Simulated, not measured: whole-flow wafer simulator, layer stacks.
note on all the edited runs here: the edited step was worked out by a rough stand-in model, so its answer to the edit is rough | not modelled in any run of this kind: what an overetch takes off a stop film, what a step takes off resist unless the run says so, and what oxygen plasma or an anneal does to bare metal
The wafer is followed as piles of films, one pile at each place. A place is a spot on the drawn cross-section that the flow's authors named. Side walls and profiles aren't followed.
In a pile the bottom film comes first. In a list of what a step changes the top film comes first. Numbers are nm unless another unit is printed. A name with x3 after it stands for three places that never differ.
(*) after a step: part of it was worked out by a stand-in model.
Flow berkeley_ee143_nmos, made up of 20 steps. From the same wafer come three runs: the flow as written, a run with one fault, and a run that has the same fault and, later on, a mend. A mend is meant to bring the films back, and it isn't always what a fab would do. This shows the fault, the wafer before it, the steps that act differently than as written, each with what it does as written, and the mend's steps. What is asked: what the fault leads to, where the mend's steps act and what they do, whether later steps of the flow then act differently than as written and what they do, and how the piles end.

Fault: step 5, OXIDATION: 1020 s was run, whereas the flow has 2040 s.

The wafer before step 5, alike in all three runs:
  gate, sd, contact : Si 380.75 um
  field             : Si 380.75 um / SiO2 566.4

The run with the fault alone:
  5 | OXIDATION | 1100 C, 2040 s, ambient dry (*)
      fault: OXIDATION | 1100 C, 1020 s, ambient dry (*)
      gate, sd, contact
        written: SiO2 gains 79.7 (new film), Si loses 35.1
        fault: SiO2 gains 52.8 (new film), Si loses 23.3
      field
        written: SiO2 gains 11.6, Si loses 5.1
        fault: SiO2 gains 5.84, Si loses 2.57
  Steps later in the flow that act otherwise than as written (1 other step is not shown; it differs only slightly, by no more than 2% or 0.5 nm, whichever is larger):
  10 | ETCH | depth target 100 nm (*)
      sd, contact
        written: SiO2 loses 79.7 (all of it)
        fault: SiO2 loses 52.8 (all of it)
  The piles end different from the flow's at gate by more than 2% or 0.5 nm, whichever is larger.
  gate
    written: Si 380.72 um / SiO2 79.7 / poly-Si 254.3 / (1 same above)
    fault: Si 380.73 um / SiO2 52.8 / poly-Si 254.3 / (1 same above)

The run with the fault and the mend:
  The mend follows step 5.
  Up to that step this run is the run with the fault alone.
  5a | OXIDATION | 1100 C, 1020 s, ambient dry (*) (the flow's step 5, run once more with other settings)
      gate, sd, contact
        SiO2 gains 26.9, Si loses 11.8
      field
        SiO2 gains 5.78, Si loses 2.54
  None of the later steps of the flow differs from how it acts as written, at any place that is followed, by more than 2% or 0.5 nm, whichever is larger.
  The piles end only slightly different from the flow's at the places that both follow, by no more than 2% or 0.5 nm, whichever is larger.
